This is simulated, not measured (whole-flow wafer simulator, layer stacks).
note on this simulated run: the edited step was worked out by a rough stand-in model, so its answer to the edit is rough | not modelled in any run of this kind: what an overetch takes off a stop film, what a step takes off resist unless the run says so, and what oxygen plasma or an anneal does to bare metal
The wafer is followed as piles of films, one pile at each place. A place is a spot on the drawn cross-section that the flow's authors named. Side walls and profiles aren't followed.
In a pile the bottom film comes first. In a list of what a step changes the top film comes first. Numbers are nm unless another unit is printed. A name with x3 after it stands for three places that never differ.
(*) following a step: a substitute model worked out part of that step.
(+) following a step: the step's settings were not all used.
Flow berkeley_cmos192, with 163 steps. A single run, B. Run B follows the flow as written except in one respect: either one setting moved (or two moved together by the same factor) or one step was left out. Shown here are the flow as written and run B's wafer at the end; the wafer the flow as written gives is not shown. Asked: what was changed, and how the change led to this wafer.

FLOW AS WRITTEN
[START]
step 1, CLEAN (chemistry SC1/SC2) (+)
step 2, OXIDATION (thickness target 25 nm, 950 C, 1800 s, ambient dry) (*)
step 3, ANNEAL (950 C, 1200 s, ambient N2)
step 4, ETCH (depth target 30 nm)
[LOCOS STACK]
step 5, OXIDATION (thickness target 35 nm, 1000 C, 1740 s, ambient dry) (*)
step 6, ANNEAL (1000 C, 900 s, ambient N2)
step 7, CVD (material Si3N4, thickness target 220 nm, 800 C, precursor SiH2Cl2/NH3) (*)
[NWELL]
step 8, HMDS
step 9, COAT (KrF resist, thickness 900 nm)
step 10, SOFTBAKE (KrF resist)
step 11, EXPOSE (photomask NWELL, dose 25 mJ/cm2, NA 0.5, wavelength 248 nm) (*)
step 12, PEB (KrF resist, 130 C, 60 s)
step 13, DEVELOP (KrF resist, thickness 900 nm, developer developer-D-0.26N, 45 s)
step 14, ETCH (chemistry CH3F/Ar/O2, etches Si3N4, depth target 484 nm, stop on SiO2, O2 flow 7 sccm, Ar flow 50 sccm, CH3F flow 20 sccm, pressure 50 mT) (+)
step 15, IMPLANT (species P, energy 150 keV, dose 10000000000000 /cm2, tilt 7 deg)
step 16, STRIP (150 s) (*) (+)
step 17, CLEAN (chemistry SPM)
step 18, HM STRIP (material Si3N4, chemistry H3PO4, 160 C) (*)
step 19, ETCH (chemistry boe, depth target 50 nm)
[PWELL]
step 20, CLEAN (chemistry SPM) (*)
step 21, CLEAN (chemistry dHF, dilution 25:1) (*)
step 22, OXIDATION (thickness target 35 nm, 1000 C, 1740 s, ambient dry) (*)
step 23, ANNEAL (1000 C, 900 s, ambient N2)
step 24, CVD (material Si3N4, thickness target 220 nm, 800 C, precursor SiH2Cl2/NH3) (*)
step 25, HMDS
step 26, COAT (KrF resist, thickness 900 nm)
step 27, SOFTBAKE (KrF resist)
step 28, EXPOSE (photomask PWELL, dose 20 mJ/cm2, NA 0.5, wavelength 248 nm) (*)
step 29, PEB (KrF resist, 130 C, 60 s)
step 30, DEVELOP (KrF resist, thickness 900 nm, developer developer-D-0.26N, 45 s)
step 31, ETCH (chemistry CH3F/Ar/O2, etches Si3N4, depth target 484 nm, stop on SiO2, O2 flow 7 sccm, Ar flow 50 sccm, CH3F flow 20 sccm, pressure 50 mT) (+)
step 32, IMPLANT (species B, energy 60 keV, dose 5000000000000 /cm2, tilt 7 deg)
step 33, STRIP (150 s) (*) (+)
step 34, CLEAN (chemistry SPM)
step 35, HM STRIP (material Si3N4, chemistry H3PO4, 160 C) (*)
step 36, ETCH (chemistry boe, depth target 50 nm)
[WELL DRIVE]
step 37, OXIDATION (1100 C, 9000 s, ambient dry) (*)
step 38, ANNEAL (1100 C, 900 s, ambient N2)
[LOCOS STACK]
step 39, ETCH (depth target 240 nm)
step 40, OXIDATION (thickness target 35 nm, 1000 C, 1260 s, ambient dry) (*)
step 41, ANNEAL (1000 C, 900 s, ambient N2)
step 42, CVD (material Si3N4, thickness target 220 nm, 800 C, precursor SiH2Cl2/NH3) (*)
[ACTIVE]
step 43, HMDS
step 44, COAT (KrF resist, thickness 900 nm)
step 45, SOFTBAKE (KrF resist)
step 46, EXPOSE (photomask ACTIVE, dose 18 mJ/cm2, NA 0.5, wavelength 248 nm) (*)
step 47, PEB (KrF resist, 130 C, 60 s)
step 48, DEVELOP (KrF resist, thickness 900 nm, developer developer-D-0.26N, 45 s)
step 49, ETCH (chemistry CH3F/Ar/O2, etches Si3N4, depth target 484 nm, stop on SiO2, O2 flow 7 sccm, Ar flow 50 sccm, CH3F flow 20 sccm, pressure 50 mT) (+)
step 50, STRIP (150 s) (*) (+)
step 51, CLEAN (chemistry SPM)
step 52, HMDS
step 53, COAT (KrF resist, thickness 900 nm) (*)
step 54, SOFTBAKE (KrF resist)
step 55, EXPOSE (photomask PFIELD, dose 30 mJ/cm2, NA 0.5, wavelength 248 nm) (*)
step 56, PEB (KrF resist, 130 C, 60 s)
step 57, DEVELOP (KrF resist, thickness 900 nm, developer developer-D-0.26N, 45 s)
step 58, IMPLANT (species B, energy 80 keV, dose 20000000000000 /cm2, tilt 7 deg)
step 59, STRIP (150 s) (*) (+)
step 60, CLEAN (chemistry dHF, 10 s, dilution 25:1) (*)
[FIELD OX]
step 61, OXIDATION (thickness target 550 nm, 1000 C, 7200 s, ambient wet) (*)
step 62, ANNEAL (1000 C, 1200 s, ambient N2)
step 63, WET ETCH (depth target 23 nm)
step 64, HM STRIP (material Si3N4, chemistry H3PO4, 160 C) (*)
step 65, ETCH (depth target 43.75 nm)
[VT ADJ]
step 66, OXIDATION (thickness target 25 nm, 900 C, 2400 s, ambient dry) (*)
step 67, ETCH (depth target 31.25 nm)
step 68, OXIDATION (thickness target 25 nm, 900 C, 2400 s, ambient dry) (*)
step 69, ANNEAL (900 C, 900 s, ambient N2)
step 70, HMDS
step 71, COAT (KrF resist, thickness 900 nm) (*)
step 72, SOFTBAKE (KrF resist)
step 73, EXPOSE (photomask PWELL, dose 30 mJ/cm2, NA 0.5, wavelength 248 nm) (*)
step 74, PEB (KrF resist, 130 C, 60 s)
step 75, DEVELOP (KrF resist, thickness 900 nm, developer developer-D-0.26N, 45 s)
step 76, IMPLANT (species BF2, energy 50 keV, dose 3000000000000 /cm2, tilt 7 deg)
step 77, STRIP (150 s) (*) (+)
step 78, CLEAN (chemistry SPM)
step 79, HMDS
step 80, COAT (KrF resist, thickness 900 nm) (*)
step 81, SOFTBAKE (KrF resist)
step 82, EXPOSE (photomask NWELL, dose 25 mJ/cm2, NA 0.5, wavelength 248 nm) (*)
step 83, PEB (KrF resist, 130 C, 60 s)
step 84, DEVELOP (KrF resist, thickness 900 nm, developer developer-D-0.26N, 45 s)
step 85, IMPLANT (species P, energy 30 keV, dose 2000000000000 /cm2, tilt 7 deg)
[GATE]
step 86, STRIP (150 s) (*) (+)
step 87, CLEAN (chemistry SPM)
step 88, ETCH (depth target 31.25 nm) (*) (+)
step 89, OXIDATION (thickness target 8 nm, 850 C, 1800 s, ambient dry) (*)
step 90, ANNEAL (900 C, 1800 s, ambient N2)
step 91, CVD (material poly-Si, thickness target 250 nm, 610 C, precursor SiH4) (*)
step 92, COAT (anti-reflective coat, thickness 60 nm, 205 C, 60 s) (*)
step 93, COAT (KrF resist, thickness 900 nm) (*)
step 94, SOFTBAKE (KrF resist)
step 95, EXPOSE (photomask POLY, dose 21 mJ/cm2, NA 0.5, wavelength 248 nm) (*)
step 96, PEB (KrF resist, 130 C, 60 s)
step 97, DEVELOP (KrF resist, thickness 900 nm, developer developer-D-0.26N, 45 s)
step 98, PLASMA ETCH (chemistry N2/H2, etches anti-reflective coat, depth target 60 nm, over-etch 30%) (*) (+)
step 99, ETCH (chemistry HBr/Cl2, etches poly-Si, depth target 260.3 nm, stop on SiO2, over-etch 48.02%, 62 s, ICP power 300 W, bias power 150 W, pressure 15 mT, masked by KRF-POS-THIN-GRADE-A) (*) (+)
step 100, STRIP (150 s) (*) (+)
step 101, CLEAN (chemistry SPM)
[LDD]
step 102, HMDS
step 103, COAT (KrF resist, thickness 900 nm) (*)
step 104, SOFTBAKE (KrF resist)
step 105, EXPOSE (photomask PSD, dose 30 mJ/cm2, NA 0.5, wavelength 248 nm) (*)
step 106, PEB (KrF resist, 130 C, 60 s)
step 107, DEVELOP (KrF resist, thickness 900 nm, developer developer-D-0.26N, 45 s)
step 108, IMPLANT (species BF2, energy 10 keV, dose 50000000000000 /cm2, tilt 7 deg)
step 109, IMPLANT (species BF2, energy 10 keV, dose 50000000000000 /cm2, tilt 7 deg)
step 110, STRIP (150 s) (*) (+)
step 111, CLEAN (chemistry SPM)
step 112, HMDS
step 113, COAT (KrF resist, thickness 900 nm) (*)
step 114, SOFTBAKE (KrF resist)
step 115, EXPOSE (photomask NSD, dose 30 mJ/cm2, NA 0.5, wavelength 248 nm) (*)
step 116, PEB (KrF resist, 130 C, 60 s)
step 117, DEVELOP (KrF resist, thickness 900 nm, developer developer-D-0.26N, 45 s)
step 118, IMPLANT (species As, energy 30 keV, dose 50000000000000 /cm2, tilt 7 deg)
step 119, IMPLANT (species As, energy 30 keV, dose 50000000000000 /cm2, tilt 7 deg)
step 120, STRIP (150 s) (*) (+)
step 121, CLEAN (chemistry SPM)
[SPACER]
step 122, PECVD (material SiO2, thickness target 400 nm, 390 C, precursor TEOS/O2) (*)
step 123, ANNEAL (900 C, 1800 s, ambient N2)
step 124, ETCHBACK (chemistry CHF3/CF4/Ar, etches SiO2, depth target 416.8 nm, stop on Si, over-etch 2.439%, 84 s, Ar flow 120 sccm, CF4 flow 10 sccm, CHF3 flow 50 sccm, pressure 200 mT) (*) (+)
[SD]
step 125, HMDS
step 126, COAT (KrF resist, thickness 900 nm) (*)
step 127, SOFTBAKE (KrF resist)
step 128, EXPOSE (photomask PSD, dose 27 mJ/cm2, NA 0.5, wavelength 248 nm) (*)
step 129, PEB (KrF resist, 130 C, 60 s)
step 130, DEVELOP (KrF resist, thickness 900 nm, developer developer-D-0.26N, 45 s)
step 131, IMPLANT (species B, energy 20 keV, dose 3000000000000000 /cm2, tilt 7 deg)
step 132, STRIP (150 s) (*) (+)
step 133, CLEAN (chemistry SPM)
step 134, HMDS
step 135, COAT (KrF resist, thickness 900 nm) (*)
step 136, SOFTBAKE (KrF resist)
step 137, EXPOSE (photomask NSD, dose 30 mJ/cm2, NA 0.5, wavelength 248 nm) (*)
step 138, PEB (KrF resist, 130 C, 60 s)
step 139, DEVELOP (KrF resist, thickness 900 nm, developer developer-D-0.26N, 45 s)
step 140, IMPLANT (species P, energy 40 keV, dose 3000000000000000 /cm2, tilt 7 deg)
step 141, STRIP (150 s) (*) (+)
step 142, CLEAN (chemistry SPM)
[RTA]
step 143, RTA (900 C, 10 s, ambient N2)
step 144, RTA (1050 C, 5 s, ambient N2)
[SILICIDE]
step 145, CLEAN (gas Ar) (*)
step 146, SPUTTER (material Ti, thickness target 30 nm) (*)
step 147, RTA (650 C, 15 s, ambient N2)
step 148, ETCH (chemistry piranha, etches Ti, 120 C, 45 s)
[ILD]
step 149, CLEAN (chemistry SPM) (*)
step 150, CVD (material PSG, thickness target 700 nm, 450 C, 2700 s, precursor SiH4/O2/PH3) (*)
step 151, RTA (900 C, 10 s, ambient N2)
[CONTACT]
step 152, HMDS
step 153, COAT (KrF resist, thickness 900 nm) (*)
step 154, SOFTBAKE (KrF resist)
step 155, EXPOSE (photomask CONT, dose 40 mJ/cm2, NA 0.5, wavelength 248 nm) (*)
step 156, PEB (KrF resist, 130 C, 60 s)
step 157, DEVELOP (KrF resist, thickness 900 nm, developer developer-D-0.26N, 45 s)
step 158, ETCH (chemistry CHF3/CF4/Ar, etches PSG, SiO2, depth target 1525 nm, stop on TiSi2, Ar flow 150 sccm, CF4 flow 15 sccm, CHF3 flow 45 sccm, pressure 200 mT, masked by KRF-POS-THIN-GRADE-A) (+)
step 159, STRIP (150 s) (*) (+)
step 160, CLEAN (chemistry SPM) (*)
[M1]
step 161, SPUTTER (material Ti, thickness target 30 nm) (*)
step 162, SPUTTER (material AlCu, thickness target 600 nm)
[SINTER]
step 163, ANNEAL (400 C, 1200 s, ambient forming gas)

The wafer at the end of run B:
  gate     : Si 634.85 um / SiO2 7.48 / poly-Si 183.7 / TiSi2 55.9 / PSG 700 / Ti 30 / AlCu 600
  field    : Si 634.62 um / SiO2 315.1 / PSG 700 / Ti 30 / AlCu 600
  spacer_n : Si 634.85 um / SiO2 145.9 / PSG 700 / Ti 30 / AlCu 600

The reason: step 122, PECVD: thickness target 320 nm was run, while the flow as written has thickness target 400 nm.

The path from the change to this, step by step:
  step 122, PECVD (material SiO2, thickness target 400 nm, 390 C, precursor TEOS/O2) (*)
      field, sd_n, contact, m1: +320 SiO2 (as written it would have been: +400 SiO2)
      spacer_n, sd_p, spacer_p: +308.7 SiO2 (as written it would have been: +385.5 SiO2)
      (also at 2 further places)
  step 124, ETCHBACK (chemistry CHF3/CF4/Ar, etches SiO2, depth target 416.8 nm, stop on Si, over-etch 2.439%, 84 s, Ar flow 120 sccm, CF4 flow 10 sccm, CHF3 flow 50 sccm, pressure 200 mT) (*) (+)
      gate, gate_p: -320 SiO2 (all of it), -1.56 chemical SiO2 (all of it), -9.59 poly-Si (as written it would have been: -400 SiO2 (all of it), -1.56 chemical SiO2 (all of it), -2.31 poly-Si)
      sd_n: -326 SiO2 (all of it) (as written it would have been: -406 SiO2 (all of it))
      (also at 3 further places)
  step 126, COAT (KrF resist, thickness 900 nm) (*)
      sd_n: +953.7 KrF resist (new film) (as written it would have been: +999.7 KrF resist (new film))
      spacer_n: +828.1 KrF resist (new film) (as written it would have been: +791.6 KrF resist (new film))
      (also at 6 further places)
  step 130, DEVELOP (KrF resist, thickness 900 nm, developer developer-D-0.26N, 45 s)
      sd_p: -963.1 KrF resist (all of it) (as written it would have been: -1004.6 KrF resist (all of it))
      spacer_p: -824.5 KrF resist (all of it) (as written it would have been: -784.6 KrF resist (all of it))
      (also at 1 further place)
  step 132, STRIP (150 s) (*) (+)
      sd_n: +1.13 chemical SiO2 (new film), -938 KrF resist (all of it), -0.5 Si (as written it would have been: +1.13 chemical SiO2 (new film), -983.9 KrF resist (all of it), -0.5 Si)
      spacer_n: -812.6 KrF resist (all of it) (as written it would have been: -776.1 KrF resist (all of it))
      (also at 3 further places)
  step 135, COAT (KrF resist, thickness 900 nm) (*)
      sd_n: +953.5 KrF resist (new film) (as written it would have been: +999.2 KrF resist (new film))
      spacer_n: +828.4 KrF resist (new film) (as written it would have been: +791.1 KrF resist (new film))
      (also at 6 further places)
  step 139, DEVELOP (KrF resist, thickness 900 nm, developer developer-D-0.26N, 45 s)
      sd_n: -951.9 KrF resist (all of it) (as written it would have been: -997.6 KrF resist (all of it))
      spacer_n: -827.1 KrF resist (all of it) (as written it would have been: -789.9 KrF resist (all of it))
      (also at 2 further places)
  step 141, STRIP (150 s) (*) (+)
      gate_p: -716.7 KrF resist (all of it), +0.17 chemical SiO2, -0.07 poly-Si (as written it would have been: -749.1 KrF resist (all of it), +0.16 chemical SiO2)
      sd_p: -948.6 KrF resist (all of it), +0.17 chemical SiO2, -0.07 Si (as written it would have been: -989.8 KrF resist (all of it), +0.16 chemical SiO2, -0.07 Si)
      (also at 2 further places)
  step 146, SPUTTER (material Ti, thickness target 30 nm) (*)
      sd_p: +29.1 Ti (new film) (as written it would have been: +28 Ti (new film))
  step 147, RTA (650 C, 15 s, ambient N2)
      sd_p: -22.7 Ti, +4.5 TiSi first (new film), +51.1 TiSi2 C49 (new film), -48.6 Si (as written it would have been: -21.9 Ti, +2.35 TiSi first (new film), +52.1 TiSi2 C49 (new film), -48.1 Si)
  step 150, CVD (material PSG, thickness target 700 nm, 450 C, 2700 s, precursor SiH4/O2/PH3) (*)
      sd_p: +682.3 PSG (new film) (as written it would have been: +665.5 PSG (new film))
  step 151, RTA (900 C, 10 s, ambient N2)
      sd_p: under 1 film: +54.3 TiSi2 (new film), -4.4 TiSi first (all of it), -51.1 TiSi2 C49 (all of it), -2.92 Si (as written it would have been: under 1 film: +52.2 TiSi2 (new film), -2.25 TiSi first (all of it), -52.1 TiSi2 C49 (all of it), -1.5 Si)
  step 153, COAT (KrF resist, thickness 900 nm) (*)
      sd_n: +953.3 KrF resist (new film) (as written it would have been: +1002.2 KrF resist (new film))
      spacer_n: +855.1 KrF resist (new film) (as written it would have been: +829.8 KrF resist (new film))
      (also at 6 further places)
  step 157, DEVELOP (KrF resist, thickness 900 nm, developer developer-D-0.26N, 45 s)
      contact: -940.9 KrF resist (all of it) (as written it would have been: -979.3 KrF resist (all of it))
  step 159, STRIP (150 s) (*) (+)
      sd_n: -743.5 KrF resist (all of it) (as written it would have been: -792.3 KrF resist (all of it))
      spacer_n: -645.5 KrF resist (all of it) (as written it would have been: -620.3 KrF resist (all of it))
      (also at 5 further places)
  step 161, SPUTTER (material Ti, thickness target 30 nm) (*)
      sd_p: +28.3 Ti (new film) (as written it would have been: +26.6 Ti (new film))
  step 162, SPUTTER (material AlCu, thickness target 600 nm)
      sd_p: +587 AlCu (new film) (as written it would have been: +551.2 AlCu (new film))
